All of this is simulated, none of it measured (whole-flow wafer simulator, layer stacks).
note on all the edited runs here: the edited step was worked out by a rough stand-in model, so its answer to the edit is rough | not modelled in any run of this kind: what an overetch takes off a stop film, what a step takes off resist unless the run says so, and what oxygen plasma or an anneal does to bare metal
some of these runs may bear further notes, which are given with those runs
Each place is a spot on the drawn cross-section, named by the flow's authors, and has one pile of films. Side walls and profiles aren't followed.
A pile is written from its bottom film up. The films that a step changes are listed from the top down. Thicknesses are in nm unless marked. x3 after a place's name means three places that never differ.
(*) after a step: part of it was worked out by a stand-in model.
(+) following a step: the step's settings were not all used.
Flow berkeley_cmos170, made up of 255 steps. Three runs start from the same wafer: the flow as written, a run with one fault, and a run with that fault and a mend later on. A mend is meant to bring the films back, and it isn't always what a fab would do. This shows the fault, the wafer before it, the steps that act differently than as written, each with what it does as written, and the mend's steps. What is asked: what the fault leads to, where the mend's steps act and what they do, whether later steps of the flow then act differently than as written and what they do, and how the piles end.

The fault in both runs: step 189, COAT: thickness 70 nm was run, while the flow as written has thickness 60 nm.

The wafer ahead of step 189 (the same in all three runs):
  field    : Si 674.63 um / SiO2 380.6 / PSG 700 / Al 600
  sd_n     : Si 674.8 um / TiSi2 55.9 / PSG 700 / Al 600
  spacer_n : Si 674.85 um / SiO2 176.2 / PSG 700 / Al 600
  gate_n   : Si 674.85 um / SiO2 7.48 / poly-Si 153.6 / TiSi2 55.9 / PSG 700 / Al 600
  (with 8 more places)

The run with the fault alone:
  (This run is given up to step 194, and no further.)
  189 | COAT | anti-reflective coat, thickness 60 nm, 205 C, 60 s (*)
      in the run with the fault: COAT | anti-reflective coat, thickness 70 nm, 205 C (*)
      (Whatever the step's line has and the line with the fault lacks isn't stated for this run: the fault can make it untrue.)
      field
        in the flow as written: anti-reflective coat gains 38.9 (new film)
        in the run with the fault: anti-reflective coat gains 42 (new film)
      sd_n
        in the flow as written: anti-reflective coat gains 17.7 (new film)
        in the run with the fault: anti-reflective coat gains 15.5 (new film)
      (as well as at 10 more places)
  Later steps of the flow up to step 194 that are run all act as written at every place that is followed, up to a difference of at most 2% or 0.5 nm, whichever is larger.
  After step 194, at field, sd_n, spacer_n and 9 more, the piles differ from the flow's by more than 2% or 0.5 nm, whichever is larger.
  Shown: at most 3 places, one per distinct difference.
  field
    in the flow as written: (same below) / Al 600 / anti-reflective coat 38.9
    in the run with the fault: (same below) / Al 600 / anti-reflective coat 42
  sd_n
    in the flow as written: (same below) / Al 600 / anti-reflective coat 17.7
    in the run with the fault: (same below) / Al 600 / anti-reflective coat 15.5
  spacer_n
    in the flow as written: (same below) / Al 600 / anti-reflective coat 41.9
    in the run with the fault: (same below) / Al 600 / anti-reflective coat 47.7

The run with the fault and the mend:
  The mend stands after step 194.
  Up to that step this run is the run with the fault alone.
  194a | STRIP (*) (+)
      field
        anti-reflective coat loses 42 (all of it)
      sd_n
        anti-reflective coat loses 15.5 (all of it)
      spacer_n
        anti-reflective coat loses 47.7 (all of it)
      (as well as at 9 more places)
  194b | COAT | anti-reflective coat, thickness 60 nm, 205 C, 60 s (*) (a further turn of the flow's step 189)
      field
        anti-reflective coat gains 38.9 (new film)
      sd_n
        anti-reflective coat gains 17.7 (new film)
      spacer_n
        anti-reflective coat gains 41.9 (new film)
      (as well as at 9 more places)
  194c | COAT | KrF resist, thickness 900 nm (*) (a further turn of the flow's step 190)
      field
        KrF resist gains 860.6 (new film)
      sd_n
        KrF resist gains 922.1 (new film)
      spacer_n
        KrF resist gains 817.1 (new film)
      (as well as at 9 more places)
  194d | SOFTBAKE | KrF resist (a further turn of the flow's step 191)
      alters no film at any place that is followed
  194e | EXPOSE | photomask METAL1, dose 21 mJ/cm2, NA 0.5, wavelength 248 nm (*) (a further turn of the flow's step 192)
      alters no film at any place that is followed
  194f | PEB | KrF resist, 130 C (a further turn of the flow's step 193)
      sd_n, via1
        KrF resist loses 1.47
      m2, via2
        KrF resist loses 1.5
      field
        KrF resist loses 1.37
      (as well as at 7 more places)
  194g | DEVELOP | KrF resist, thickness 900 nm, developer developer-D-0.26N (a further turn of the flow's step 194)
      contact, m1, via1, m2, via2
        KrF resist loses 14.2
      field
        KrF resist loses 859.3 (all of it)
      sd_n
        KrF resist loses 920.6 (all of it)
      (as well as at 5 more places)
  Later steps of the flow that are run all act as written at every place that is followed.
  By the end, the piles equal the flow's at every place that both follow.
